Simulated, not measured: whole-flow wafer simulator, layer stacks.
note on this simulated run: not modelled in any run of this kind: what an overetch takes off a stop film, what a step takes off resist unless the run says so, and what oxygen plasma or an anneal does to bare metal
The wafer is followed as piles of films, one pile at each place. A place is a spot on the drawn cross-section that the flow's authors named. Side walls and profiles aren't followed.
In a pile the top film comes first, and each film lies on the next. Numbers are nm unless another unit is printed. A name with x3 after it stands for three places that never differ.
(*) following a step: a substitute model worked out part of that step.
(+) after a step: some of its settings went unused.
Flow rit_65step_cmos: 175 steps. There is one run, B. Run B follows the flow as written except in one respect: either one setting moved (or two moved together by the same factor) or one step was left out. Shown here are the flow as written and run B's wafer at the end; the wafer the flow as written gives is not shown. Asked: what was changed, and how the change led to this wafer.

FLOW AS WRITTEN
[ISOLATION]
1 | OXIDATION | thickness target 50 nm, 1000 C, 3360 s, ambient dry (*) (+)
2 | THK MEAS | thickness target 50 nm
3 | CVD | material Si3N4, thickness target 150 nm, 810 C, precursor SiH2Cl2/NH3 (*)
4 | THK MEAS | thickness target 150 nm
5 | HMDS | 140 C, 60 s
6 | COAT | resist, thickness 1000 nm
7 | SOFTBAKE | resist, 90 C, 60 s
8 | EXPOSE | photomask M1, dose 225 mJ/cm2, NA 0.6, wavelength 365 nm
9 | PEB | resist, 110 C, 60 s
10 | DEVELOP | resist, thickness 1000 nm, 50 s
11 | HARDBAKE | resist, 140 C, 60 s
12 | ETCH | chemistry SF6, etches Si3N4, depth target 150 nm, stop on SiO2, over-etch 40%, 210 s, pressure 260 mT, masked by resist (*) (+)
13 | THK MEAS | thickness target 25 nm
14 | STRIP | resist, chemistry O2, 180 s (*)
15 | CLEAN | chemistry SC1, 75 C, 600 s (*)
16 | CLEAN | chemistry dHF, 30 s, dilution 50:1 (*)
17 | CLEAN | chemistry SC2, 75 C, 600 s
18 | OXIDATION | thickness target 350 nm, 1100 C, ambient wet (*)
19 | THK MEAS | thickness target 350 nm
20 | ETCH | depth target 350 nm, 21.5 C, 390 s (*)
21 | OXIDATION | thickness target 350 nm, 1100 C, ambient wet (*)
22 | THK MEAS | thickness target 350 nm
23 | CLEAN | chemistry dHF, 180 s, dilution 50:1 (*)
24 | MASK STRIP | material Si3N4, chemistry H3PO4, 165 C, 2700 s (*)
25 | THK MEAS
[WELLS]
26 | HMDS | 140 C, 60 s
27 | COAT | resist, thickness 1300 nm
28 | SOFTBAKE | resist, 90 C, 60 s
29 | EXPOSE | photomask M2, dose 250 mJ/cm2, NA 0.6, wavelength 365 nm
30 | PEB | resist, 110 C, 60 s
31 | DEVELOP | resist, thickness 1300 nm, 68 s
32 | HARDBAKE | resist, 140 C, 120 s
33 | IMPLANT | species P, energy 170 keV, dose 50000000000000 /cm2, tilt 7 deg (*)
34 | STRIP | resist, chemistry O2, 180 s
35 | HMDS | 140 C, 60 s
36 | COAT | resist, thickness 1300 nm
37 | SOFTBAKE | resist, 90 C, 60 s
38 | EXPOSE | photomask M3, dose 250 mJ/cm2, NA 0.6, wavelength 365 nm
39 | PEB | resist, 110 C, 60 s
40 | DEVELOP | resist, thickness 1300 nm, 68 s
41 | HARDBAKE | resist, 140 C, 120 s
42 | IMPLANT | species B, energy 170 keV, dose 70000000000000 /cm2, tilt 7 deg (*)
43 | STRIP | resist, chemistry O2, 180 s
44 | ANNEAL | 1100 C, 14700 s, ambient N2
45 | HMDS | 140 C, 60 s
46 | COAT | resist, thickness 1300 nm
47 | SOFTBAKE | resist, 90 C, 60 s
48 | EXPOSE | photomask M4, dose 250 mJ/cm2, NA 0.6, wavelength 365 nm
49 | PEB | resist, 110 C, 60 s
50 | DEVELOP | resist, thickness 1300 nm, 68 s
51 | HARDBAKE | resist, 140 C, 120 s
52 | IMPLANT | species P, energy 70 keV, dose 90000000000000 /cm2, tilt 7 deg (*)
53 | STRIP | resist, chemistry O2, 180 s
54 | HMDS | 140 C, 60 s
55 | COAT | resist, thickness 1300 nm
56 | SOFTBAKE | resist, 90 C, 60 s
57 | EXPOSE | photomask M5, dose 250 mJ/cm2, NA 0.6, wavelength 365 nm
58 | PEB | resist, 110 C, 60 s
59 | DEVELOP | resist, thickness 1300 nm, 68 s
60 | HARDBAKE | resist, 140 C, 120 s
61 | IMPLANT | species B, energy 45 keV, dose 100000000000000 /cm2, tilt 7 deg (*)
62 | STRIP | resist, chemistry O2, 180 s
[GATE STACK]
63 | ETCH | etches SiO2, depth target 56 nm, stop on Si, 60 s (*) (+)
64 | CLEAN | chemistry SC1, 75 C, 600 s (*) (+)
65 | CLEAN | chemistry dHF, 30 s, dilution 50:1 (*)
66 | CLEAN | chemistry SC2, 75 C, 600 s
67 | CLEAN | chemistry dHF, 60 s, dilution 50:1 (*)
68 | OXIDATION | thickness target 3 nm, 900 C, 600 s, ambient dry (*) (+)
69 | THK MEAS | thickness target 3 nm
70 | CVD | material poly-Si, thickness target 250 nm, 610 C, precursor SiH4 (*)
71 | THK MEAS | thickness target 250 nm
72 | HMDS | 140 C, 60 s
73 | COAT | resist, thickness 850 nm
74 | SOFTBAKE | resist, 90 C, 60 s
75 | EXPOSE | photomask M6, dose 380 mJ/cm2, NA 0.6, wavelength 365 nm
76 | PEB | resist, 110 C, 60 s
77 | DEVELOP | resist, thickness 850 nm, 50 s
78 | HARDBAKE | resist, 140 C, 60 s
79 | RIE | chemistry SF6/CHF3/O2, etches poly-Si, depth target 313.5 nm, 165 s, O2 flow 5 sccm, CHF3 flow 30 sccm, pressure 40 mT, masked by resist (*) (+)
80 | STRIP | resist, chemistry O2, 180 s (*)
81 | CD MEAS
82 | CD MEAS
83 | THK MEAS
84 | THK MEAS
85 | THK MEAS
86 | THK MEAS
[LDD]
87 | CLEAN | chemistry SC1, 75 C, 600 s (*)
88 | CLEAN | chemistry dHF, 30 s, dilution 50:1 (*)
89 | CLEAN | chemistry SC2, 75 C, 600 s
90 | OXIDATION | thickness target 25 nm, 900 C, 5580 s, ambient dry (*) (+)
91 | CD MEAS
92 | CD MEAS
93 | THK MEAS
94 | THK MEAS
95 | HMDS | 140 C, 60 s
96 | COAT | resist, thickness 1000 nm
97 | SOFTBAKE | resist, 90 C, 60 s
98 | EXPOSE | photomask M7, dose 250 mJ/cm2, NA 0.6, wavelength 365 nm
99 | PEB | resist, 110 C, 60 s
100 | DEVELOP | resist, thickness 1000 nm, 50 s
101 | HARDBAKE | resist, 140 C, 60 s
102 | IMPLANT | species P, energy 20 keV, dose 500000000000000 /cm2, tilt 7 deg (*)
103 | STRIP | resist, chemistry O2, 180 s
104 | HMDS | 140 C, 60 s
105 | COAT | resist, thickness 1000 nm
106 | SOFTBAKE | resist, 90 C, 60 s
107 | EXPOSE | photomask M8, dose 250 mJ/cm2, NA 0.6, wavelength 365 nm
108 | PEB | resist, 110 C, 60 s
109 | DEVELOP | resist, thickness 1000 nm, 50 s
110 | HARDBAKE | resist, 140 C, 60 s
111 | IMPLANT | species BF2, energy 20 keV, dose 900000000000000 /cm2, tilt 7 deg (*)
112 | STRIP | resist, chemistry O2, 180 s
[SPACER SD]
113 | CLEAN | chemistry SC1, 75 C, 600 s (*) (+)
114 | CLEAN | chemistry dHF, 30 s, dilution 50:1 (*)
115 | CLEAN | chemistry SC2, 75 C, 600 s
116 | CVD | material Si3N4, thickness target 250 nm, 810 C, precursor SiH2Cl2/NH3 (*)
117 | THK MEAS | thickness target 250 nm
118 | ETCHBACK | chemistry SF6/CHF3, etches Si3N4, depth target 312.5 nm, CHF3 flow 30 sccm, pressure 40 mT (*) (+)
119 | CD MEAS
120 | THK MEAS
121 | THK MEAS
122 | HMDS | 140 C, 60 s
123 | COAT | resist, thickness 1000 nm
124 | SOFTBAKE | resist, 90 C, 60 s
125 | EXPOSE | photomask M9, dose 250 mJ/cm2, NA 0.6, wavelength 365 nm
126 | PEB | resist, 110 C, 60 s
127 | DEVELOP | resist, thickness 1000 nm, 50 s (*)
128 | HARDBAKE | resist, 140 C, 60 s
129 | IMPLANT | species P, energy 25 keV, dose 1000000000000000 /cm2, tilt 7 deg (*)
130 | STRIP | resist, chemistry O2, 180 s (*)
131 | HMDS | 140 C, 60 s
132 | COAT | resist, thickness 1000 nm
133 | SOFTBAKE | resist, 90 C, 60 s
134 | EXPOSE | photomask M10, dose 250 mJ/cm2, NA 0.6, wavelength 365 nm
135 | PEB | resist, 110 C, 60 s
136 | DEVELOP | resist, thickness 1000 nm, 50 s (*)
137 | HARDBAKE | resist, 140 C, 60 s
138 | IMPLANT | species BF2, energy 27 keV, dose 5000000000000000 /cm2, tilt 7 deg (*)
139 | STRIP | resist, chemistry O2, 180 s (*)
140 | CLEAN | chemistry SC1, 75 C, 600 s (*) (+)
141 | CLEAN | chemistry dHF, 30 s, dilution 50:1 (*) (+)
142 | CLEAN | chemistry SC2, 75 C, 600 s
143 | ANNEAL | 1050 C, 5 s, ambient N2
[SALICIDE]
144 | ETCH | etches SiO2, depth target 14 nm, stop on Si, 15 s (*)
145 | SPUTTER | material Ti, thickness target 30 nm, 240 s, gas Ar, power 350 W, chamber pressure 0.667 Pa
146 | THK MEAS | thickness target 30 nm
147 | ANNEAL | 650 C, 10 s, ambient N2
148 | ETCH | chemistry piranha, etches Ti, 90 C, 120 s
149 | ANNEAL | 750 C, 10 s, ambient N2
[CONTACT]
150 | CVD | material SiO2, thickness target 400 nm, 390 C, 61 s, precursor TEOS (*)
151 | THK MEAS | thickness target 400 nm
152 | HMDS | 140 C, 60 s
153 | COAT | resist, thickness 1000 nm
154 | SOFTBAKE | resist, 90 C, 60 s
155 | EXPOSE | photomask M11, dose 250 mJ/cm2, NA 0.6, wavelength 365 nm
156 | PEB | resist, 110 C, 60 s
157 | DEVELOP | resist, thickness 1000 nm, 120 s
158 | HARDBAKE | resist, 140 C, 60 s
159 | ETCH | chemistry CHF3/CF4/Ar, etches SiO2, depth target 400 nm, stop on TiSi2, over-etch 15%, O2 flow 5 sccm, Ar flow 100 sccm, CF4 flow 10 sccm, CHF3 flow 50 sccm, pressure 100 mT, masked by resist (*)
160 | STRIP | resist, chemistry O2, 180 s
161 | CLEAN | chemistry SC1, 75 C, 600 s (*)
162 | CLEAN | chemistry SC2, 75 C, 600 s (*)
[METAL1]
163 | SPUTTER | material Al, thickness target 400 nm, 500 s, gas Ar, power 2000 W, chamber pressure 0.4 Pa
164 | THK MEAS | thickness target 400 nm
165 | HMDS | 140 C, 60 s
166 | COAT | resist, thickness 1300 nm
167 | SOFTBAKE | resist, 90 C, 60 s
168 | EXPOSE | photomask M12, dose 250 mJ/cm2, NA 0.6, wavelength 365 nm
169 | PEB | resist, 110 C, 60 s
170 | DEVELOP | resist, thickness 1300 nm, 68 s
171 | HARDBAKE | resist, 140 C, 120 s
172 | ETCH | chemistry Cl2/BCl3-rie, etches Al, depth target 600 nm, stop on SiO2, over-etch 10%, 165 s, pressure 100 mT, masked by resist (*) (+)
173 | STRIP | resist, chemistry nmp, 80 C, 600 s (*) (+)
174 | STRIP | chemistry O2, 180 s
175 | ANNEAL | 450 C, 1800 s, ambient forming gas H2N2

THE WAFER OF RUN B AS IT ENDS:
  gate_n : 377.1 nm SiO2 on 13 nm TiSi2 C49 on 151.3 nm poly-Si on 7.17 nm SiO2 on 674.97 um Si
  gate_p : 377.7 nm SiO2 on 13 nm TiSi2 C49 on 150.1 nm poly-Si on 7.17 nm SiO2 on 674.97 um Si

The reason: step 147, ANNEAL: 552 C was run, though the flow has 650 C.

The path from the change to this, step by step:
  147 | ANNEAL | 650 C, 10 s, ambient N2
      gate_n: Ti loses 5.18, TiSi first gains 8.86 (new film), poly-Si loses 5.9 (as written it would have been: Ti loses 21.3, TiSi first gains 9.82 (new film), TiSi2 C49 gains 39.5 (new film), poly-Si loses 41.9)
      gate_p: Ti loses 5.18, TiSi first gains 8.86 (new film), poly-Si loses 5.9 (as written it would have been: Ti loses 21.2, TiSi first gains 9.56 (new film), TiSi2 C49 gains 39.6 (new film), poly-Si loses 41.9)
  148 | ETCH | chemistry piranha, etches Ti, 90 C, 120 s
      gate_n: Ti loses 22.1 (all of it), TiSi first loses 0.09 (as written it would have been: Ti loses 6 (all of it), TiSi first loses 0.1)
      gate_p: Ti loses 22 (all of it), TiSi first loses 0.09 (as written it would have been: Ti loses 5.97 (all of it), TiSi first loses 0.1)
  149 | ANNEAL | 750 C, 10 s, ambient N2
      gate_n: TiSi2 C49 gains 13 (new film), TiSi first loses 8.77 (all of it), poly-Si loses 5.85 (as written it would have been: TiSi2 gains 50.8 (new film), TiSi first loses 9.72 (all of it), TiSi2 C49 loses 39.5 (all of it), poly-Si loses 6.48)
      gate_p: TiSi2 C49 gains 13 (new film), TiSi first loses 8.77 (all of it), poly-Si loses 5.85 (as written it would have been: TiSi2 gains 50.6 (new film), TiSi first loses 9.46 (all of it), TiSi2 C49 loses 39.6 (all of it), poly-Si loses 6.31)
